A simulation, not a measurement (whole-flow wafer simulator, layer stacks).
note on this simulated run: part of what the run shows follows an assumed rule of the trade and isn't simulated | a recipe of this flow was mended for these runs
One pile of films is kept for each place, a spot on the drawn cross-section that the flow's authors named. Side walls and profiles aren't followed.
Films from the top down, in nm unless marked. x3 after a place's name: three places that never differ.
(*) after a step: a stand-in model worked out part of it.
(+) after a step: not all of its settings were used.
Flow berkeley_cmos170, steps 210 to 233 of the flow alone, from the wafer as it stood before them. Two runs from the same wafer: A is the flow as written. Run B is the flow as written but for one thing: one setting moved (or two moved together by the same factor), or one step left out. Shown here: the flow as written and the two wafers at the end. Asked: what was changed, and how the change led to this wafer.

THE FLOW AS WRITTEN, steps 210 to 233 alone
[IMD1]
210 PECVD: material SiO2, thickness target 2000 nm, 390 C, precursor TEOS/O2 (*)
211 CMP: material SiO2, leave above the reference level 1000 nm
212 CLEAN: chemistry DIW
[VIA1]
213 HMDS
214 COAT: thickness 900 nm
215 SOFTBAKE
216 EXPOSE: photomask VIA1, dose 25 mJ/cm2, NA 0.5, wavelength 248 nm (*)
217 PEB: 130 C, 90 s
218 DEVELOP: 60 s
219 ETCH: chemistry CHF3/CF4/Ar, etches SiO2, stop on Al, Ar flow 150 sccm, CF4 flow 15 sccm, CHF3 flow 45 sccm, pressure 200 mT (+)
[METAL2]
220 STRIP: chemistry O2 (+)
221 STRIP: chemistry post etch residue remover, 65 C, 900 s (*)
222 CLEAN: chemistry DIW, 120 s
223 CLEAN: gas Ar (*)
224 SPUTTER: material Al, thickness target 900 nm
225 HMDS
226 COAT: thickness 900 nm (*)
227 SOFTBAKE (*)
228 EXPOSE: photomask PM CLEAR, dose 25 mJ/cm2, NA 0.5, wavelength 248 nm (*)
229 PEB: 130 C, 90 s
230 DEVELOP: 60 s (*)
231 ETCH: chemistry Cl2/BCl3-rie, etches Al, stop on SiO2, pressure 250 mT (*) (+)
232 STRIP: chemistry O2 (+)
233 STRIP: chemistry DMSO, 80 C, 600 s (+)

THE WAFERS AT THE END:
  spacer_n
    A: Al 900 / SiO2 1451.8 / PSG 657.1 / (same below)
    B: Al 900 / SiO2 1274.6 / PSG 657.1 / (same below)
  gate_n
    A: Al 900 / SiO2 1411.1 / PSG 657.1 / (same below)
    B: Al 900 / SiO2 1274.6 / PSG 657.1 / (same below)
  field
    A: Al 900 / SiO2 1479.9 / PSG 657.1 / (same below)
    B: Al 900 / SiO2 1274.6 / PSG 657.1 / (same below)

The cause: step 210, PECVD: thickness target 1280 nm was run, where the flow has thickness target 2000 nm.

How the change led to this, step by step:
  210 PECVD: material SiO2, thickness target 2000 nm, 390 C, precursor TEOS/O2 (*)
      field, mark, sd_n and 8 more: A SiO2 +2000 (new film) | B SiO2 +1280 (new film)
      sd_p: A SiO2 +1975.9 (new film) | B SiO2 +1265.6 (new film)
      (and at 1 more place)
  211 CMP: material SiO2, leave above the reference level 1000 nm
      spacer_n, spacer_p: A SiO2 -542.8 | B nothing
      gate_n, gate_p: A SiO2 -583.6 | B nothing
      (and at 9 more places)
  214 COAT: thickness 900 nm
      sd_n: A KrF-resist +900 (new film) | B KrF-resist +1034.4 (new film)
      spacer_n: A KrF-resist +900 (new film) | B KrF-resist +866.1 (new film)
      (and at 9 more places)
  217 PEB: 130 C, 90 s
      contact: A KrF-resist -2 | B KrF-resist -3.43
  218 DEVELOP: 60 s
      via1: A KrF-resist -898 (all of it) | B KrF-resist -822.9 (all of it)
  220 STRIP: chemistry O2 (+)
      sd_n: A KrF-resist -607.6 (all of it) | B KrF-resist -741.7 (all of it)
      spacer_n: A KrF-resist -607.6 (all of it) | B KrF-resist -573.9 (all of it)
      (and at 8 more places)
  224 SPUTTER: material Al, thickness target 900 nm
      sd_p: A Al +900 (new film) | B Al +865 (new film)
      contact: A Al +900 (new film) | B Al +780.8 (new film)
  226 COAT: thickness 900 nm (*)
      sd_n: A KrF-resist +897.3 (new film) | B KrF-resist +1050.2 (new film)
      spacer_n: A KrF-resist +899.9 (new film) | B KrF-resist +866.3 (new film)
      (and at 9 more places)
  229 PEB: 130 C, 90 s
      contact: A KrF-resist -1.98 | B KrF-resist -3.74
      via1: A KrF-resist -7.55 | B KrF-resist -7.02
  232 STRIP: chemistry O2 (+)
      field: A KrF-resist -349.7 (all of it) | B KrF-resist -341.2 (all of it)
      sd_n: A KrF-resist -347 (all of it) | B KrF-resist -499.5 (all of it)
      (and at 10 more places)
